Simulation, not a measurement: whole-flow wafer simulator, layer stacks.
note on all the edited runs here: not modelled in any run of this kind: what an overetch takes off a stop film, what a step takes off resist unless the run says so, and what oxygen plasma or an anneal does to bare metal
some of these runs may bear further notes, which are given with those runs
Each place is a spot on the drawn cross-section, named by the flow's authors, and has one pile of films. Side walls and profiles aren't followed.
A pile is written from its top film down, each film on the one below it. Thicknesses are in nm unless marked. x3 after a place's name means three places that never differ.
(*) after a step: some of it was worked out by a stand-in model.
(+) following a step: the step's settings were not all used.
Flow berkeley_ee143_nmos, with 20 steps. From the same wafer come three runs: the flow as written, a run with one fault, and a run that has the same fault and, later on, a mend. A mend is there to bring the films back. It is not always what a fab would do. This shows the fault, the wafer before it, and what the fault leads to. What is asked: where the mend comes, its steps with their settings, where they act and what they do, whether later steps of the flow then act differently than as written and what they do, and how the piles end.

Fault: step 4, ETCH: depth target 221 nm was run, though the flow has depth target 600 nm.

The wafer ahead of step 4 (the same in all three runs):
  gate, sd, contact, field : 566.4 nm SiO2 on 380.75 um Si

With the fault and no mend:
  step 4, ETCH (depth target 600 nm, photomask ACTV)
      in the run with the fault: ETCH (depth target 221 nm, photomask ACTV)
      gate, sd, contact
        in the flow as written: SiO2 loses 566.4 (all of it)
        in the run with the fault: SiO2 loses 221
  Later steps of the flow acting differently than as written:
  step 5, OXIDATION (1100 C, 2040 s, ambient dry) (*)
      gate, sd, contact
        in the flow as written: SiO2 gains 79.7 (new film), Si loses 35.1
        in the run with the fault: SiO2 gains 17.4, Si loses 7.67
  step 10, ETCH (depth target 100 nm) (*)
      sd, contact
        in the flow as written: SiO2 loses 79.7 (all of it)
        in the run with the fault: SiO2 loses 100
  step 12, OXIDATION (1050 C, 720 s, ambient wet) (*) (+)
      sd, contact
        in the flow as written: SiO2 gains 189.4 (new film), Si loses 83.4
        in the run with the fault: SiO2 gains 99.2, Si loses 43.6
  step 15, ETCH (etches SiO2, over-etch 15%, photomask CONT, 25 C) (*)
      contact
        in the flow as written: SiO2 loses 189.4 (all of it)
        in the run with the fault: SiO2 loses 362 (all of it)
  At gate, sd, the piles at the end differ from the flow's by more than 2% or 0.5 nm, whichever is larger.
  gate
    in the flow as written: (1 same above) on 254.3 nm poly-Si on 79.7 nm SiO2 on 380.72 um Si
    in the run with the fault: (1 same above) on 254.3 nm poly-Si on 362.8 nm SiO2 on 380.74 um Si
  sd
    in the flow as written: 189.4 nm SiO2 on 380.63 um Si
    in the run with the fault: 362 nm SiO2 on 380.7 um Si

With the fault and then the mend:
  The mend follows step 4.
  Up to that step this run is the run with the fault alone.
  step 4a, ETCH (depth target 379 nm, photomask ACTV) (the flow's step 4 again, with other settings)
      gate, sd, contact
        SiO2 loses 345.4 (all of it)
  Later steps of the flow that are run all act as written at every place that is followed.
  The piles end the same as the flow's at every place that both follow.
